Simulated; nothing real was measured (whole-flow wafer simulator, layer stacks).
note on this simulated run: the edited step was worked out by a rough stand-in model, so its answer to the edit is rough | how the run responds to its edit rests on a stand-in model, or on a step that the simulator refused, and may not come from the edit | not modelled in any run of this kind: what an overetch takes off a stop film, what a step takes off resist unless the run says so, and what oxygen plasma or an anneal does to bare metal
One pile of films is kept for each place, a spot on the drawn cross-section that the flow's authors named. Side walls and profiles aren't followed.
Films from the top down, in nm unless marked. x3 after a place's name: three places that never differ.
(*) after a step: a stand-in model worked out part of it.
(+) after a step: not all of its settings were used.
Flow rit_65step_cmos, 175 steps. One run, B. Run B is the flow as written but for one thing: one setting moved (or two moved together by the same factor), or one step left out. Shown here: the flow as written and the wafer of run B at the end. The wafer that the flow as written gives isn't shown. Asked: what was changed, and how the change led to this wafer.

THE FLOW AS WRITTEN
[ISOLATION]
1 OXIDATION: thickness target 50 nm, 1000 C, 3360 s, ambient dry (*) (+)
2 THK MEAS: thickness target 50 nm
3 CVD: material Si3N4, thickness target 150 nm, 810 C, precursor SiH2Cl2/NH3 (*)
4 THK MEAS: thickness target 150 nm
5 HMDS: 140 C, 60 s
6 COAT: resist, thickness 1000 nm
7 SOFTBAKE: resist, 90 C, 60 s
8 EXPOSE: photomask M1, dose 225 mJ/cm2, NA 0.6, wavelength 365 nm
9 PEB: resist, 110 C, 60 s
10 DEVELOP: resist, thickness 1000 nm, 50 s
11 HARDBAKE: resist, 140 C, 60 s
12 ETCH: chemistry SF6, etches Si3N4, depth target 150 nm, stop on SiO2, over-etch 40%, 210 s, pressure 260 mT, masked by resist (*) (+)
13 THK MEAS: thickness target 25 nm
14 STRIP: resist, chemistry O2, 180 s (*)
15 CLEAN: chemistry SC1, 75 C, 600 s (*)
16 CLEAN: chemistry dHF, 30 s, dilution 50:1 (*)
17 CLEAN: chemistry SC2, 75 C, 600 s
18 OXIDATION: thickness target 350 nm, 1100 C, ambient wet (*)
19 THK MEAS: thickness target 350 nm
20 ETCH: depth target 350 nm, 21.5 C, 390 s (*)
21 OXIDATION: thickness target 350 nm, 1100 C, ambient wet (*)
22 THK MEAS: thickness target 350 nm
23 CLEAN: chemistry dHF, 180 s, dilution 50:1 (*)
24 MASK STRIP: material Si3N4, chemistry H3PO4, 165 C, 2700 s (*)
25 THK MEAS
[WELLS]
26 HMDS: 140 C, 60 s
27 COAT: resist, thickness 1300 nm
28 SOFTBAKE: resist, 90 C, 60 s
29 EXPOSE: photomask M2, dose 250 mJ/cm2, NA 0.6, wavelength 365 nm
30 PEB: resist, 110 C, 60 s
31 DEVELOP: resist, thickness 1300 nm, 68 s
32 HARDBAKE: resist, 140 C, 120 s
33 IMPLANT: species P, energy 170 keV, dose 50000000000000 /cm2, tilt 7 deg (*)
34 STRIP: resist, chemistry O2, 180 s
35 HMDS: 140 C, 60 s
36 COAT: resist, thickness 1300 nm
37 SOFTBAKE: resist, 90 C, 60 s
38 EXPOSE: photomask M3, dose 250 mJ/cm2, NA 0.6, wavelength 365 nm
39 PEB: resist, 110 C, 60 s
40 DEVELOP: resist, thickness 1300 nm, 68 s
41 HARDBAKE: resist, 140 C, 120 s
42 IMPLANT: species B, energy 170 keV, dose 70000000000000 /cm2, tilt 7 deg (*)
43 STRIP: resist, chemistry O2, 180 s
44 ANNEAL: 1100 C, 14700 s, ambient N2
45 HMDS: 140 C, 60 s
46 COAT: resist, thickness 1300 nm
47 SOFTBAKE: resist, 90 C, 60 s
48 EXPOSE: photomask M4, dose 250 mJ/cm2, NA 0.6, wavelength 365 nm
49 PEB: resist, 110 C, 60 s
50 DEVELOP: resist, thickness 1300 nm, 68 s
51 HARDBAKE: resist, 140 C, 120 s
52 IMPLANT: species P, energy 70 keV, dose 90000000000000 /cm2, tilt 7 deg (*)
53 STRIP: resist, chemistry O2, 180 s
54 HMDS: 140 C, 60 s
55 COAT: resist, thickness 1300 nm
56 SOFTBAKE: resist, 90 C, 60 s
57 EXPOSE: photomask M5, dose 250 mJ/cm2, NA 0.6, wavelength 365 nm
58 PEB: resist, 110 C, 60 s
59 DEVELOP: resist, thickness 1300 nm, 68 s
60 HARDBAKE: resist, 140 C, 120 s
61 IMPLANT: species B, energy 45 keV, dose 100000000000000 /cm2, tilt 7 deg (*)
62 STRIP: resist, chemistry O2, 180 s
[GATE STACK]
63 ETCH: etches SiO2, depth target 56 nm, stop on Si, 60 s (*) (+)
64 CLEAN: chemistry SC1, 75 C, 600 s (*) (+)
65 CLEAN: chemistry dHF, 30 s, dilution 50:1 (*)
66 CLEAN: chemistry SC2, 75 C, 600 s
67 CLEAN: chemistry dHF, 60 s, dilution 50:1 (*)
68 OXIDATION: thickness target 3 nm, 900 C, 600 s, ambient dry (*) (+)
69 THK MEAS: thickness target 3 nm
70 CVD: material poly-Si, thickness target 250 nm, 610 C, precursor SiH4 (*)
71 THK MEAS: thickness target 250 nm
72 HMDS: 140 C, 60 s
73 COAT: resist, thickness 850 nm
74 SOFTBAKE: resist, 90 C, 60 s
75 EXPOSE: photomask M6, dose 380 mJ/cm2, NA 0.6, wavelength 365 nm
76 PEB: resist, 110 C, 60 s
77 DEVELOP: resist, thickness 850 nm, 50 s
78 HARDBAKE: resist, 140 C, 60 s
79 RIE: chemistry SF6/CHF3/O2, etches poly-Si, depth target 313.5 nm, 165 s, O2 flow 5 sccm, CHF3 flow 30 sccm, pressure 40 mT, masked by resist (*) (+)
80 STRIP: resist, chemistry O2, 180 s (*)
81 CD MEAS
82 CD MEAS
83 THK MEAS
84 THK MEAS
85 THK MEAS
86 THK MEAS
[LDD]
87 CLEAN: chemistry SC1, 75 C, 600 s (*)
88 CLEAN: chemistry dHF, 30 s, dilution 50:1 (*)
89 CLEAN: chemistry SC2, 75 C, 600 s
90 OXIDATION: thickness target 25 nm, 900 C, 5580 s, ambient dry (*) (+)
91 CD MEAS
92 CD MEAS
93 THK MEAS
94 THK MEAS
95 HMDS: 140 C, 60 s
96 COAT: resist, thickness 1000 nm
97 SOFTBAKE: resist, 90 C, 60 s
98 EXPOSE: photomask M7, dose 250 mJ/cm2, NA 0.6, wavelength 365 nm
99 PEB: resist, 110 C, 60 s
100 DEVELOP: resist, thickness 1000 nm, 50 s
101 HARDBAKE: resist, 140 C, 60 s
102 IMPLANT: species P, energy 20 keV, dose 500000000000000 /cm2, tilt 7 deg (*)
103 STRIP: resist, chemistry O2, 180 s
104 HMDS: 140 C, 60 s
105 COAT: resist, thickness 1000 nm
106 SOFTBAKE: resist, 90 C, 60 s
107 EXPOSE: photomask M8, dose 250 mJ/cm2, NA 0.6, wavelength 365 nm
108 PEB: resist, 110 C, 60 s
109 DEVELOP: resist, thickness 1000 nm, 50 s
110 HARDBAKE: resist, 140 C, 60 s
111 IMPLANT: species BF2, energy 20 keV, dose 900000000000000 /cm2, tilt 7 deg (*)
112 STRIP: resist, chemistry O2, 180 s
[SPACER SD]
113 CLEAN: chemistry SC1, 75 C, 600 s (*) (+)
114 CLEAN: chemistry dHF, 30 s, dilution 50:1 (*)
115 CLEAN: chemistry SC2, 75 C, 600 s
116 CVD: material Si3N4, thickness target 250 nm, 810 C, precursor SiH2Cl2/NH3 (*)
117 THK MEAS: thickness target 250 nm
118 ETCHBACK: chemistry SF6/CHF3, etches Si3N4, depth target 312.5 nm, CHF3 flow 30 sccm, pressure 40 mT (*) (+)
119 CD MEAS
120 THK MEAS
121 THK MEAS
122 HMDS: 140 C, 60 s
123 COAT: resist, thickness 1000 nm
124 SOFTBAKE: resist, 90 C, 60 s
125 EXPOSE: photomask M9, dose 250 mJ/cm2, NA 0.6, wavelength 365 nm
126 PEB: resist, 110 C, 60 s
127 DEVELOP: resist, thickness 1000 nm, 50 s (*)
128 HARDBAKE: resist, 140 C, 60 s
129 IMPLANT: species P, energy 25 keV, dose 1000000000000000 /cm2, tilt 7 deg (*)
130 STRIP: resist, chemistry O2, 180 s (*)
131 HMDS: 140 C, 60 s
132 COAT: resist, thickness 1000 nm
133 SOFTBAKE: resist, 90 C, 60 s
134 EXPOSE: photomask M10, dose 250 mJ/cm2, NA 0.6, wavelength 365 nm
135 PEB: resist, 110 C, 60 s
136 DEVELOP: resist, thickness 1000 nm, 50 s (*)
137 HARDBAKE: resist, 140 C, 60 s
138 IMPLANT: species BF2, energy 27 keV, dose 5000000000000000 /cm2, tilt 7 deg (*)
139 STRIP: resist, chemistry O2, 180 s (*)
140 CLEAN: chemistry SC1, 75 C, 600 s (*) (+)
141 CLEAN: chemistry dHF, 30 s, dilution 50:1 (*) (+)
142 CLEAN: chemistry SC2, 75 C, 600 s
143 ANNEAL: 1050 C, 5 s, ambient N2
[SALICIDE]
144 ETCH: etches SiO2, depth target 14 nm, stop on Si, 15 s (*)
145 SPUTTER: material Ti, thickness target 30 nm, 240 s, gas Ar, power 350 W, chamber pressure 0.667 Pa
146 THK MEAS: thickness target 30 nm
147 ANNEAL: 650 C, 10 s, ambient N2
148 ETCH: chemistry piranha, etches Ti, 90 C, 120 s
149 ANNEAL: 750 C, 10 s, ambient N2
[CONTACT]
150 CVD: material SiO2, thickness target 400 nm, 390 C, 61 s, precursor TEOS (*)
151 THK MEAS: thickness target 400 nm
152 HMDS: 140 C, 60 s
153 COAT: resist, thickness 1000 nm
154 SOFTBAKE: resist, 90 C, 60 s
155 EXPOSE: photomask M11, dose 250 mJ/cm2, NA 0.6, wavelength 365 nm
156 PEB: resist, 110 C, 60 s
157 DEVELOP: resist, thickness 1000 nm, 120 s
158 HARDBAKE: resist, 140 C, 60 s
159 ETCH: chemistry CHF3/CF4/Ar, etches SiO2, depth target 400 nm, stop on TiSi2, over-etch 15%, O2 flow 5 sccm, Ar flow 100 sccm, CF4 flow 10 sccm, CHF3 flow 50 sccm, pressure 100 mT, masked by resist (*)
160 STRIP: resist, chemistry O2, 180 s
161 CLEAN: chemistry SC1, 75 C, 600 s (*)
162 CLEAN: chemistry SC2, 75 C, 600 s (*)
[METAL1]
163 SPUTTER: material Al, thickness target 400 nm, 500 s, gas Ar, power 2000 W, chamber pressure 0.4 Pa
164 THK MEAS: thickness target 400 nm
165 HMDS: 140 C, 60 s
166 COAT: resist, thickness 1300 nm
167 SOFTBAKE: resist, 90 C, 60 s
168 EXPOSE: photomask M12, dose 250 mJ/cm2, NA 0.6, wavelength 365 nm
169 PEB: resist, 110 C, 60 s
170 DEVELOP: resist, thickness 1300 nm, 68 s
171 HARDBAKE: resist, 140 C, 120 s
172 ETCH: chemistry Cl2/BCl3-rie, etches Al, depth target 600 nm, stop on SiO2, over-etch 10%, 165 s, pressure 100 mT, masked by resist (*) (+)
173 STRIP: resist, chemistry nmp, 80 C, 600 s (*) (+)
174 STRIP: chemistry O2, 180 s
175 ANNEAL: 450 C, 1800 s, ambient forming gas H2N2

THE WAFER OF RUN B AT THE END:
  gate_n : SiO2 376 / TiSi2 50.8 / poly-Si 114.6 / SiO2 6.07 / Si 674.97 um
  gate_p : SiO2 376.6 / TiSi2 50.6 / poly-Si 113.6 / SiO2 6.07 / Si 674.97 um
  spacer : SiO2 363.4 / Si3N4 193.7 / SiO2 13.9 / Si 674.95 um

The cause: step 68, OXIDATION: 450 s was run, where the flow has 600 s.

How the change led to this, step by step:
  68 OXIDATION: thickness target 3 nm, 900 C, 600 s, ambient dry (*) (+)
      active_n, active_p, gate_n and 7 more: SiO2 +6.07 (new film), Si -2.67 (as written it would be: SiO2 +7.17 (new film), Si -3.16)
  79 RIE: chemistry SF6/CHF3/O2, etches poly-Si, depth target 313.5 nm, 165 s, O2 flow 5 sccm, CHF3 flow 30 sccm, pressure 40 mT, masked by resist (*) (+)
      active_n, active_p, spacer, spacer_p, sd_n, sd_p, contact, m1: poly-Si -250 (all of it), SiO2 -6.07 (all of it) (as written it would be: poly-Si -250 (all of it), SiO2 -7.17 (all of it))
